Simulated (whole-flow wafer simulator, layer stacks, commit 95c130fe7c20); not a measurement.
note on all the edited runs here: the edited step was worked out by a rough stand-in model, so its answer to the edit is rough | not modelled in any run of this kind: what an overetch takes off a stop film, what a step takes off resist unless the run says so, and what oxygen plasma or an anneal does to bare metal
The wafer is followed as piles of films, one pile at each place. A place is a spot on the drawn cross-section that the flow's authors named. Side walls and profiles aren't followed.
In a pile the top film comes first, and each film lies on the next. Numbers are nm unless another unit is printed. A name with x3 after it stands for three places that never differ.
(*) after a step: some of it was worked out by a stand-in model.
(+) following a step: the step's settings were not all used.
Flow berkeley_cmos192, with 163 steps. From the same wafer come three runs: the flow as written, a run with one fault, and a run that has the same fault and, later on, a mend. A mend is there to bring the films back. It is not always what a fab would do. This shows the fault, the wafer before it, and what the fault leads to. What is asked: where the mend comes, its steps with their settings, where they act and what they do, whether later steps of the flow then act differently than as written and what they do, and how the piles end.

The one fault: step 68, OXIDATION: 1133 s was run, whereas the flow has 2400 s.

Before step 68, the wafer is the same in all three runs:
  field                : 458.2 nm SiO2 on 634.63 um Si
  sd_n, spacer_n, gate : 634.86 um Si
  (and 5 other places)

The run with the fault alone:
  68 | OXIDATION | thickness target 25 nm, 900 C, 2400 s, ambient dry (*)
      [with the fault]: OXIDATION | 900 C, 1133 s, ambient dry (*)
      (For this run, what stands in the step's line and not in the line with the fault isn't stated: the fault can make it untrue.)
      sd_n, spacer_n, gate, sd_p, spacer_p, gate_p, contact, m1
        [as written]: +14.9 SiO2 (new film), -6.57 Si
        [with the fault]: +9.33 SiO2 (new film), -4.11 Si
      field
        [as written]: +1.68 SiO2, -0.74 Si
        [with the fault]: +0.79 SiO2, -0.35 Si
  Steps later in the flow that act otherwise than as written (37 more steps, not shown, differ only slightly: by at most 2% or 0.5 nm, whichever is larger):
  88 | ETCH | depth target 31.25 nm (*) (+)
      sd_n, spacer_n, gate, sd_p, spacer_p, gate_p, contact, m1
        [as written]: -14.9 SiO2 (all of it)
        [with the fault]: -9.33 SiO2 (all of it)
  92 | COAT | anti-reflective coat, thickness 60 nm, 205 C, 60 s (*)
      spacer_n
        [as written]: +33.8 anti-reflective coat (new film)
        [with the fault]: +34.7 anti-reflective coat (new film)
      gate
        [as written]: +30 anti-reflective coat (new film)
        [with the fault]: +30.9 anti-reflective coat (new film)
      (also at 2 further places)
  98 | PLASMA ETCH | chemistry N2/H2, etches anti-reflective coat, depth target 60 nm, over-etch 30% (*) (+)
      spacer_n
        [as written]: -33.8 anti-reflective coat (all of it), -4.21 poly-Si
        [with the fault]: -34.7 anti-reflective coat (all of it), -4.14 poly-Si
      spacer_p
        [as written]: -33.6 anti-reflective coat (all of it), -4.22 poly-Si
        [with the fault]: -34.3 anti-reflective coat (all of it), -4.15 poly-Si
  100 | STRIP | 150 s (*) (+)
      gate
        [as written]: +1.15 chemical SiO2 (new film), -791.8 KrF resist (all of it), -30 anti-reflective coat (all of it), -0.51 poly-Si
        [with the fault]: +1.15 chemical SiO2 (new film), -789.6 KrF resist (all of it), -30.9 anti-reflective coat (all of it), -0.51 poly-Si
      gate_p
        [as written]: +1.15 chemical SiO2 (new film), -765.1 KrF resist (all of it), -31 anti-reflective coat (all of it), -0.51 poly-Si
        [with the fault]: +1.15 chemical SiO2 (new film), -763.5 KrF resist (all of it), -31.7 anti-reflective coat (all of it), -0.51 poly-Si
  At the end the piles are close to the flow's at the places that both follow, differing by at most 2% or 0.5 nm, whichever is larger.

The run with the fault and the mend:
  The mend follows step 75.
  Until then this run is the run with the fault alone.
  75a | STRIP | 150 s (*) (+)
      sd_p
        -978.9 KrF resist (all of it)
      spacer_p
        -960.2 KrF resist (all of it)
      gate_p
        -959.3 KrF resist (all of it)
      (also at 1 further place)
  75b | CLEAN | chemistry SPM
      alters no film at any place that is followed
  75c | OXIDATION | 900 C, 1214 s, ambient dry (*) (the flow's step 68 again, with other settings)
      sd_n, spacer_n, gate, sd_p, spacer_p, gate_p, contact, m1
        +5.6 SiO2, -2.46 Si
      field
        +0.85 SiO2, -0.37 Si
  75d | HMDS (the flow's step 70 again)
      alters no film at any place that is followed
  75e | COAT | KrF resist, thickness 900 nm (*) (the flow's step 71 again)
      spacer_n, gate
        +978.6 KrF resist (new film)
      field
        +842.4 KrF resist (new film)
      sd_n
        +1013.2 KrF resist (new film)
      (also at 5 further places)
  75f | SOFTBAKE | KrF resist (the flow's step 72 again)
      alters no film at any place that is followed
  75g | EXPOSE | photomask PWELL, dose 30 mJ/cm2, NA 0.5, wavelength 248 nm (*) (the flow's step 73 again)
      alters no film at any place that is followed
  75h | PEB | KrF resist, 130 C, 60 s (the flow's step 74 again)
      sd_n, m1
        -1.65 KrF resist
      spacer_n, gate
        -1.58 KrF resist
      spacer_p, gate_p
        -1.57 KrF resist
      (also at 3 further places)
  75i | DEVELOP | KrF resist, thickness 900 nm, developer developer-D-0.26N, 45 s (the flow's step 75 again)
      sd_p, spacer_p, gate_p, m1
        -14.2 KrF resist
      spacer_n, gate
        -977 KrF resist (all of it)
      field
        -841.1 KrF resist (all of it)
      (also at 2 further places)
  None of the later steps of the flow differs from how it acts as written, at any place that is followed, by more than 2% or 0.5 nm, whichever is larger.
  At the end the piles are close to the flow's at the places that both follow, differing by at most 2% or 0.5 nm, whichever is larger.
